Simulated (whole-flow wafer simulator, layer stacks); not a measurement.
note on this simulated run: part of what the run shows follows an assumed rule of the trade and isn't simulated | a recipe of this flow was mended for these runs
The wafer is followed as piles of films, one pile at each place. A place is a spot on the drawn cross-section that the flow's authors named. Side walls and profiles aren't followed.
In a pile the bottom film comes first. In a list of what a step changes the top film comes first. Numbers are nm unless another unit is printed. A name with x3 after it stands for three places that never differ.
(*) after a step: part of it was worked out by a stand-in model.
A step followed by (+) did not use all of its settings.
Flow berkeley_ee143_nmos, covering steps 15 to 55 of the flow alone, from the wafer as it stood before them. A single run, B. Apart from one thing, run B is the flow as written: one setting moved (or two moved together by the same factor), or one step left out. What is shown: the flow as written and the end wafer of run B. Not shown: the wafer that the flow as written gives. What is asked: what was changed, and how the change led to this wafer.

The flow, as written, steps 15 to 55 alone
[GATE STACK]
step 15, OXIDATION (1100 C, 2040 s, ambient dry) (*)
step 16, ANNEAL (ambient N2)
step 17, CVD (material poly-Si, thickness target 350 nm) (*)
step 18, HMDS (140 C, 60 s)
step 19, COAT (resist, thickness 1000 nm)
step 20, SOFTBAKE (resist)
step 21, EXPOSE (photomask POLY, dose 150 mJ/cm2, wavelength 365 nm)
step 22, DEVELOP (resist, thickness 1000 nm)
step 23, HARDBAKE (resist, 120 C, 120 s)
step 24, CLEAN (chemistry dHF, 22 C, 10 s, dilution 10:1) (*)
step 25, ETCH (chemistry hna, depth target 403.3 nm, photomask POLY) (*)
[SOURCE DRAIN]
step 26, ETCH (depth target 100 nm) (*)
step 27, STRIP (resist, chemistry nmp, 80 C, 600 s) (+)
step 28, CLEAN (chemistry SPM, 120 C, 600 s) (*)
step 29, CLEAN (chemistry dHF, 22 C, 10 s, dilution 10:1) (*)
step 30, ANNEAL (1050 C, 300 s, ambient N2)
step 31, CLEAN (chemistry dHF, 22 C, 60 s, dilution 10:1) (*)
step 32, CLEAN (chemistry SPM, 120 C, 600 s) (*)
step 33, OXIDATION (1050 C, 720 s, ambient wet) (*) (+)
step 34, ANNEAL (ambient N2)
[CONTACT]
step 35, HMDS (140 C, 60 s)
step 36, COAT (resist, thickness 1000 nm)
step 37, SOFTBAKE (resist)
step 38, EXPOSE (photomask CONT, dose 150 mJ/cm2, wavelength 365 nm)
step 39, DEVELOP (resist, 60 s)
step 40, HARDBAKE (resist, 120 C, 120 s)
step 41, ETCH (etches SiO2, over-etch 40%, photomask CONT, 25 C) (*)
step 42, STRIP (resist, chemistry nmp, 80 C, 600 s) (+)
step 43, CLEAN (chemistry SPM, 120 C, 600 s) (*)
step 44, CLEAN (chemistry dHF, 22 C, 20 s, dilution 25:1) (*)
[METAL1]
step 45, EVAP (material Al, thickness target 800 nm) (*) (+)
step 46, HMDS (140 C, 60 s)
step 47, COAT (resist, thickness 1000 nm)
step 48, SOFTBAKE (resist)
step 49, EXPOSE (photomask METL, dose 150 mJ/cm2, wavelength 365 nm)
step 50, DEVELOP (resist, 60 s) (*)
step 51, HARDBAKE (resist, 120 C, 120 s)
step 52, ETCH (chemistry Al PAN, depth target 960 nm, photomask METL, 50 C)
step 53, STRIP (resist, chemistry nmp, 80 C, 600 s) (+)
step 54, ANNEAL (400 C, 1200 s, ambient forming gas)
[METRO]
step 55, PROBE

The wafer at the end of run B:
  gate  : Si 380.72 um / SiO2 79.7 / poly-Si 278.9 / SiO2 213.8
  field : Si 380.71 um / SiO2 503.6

Cause: step 17, CVD: thickness target 375 nm was run, though the flow has thickness target 350 nm.

Step by step, how the change led to this:
  step 17, CVD (material poly-Si, thickness target 350 nm) (*)
      gate, sd, contact, field: +375 poly-Si (new film) (it would be, as written: +350 poly-Si (new film))
  step 25, ETCH (chemistry hna, depth target 403.3 nm, photomask POLY) (*)
      sd, contact, field: -375 poly-Si (all of it), -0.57 SiO2 (it would be, as written: -350 poly-Si (all of it), -1.07 SiO2)
